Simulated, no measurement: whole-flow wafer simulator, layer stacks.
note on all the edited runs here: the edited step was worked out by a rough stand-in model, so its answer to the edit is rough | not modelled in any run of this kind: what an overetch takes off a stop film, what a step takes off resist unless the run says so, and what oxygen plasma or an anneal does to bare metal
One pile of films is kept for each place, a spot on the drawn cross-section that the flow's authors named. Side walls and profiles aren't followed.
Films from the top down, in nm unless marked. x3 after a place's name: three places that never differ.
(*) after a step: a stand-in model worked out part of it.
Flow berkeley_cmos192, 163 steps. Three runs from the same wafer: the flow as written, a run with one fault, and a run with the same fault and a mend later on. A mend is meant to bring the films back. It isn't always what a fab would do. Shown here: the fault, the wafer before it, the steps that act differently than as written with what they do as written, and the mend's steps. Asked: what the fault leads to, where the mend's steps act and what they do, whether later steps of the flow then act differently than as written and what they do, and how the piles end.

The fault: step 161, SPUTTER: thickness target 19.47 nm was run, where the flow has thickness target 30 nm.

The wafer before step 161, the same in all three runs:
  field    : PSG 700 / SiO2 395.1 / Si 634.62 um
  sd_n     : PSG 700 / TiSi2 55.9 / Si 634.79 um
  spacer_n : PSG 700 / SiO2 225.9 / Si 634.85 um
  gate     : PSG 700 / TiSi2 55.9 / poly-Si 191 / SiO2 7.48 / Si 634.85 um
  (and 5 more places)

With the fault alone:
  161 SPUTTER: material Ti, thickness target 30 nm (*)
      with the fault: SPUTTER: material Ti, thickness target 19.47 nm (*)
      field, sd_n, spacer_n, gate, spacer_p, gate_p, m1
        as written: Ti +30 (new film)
        with the fault: Ti +19.5 (new film)
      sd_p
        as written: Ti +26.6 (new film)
        with the fault: Ti +17.3 (new film)
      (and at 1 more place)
  No later step of the flow acts differently than as written, at any place that is followed, by more than 2% or 0.5 nm, whichever is larger.
  At the end the piles differ from the flow's by more than 2% or 0.5 nm, whichever is larger, at field, sd_n, spacer_n and 6 more.
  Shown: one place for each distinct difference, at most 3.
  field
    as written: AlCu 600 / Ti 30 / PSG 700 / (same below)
    with the fault: AlCu 600 / Ti 19.5 / PSG 700 / (same below)
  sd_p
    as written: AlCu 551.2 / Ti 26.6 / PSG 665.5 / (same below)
    with the fault: AlCu 551.7 / Ti 17.3 / PSG 665.5 / (same below)
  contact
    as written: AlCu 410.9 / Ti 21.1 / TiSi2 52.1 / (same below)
    with the fault: AlCu 412.6 / Ti 13.7 / TiSi2 52.1 / (same below)

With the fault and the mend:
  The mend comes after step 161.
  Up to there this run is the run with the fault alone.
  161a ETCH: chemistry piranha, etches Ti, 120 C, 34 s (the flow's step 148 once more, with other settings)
      field, sd_n, spacer_n, gate, spacer_p, gate_p, m1
        Ti -19.5 (all of it)
      sd_p
        Ti -17.3 (all of it)
      contact
        Ti -13.7 (all of it), TiSi2 -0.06
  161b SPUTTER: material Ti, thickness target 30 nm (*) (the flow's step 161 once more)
      field, sd_n, spacer_n, gate, spacer_p, gate_p, m1
        Ti +30 (new film)
      sd_p
        Ti +26.6 (new film)
      contact
        Ti +21.1 (new film)
  No later step of the flow acts differently than as written at any place that is followed.
  At the end the piles differ from the flow's only slightly at the places that both follow, by at most 2% or 0.5 nm, whichever is larger.
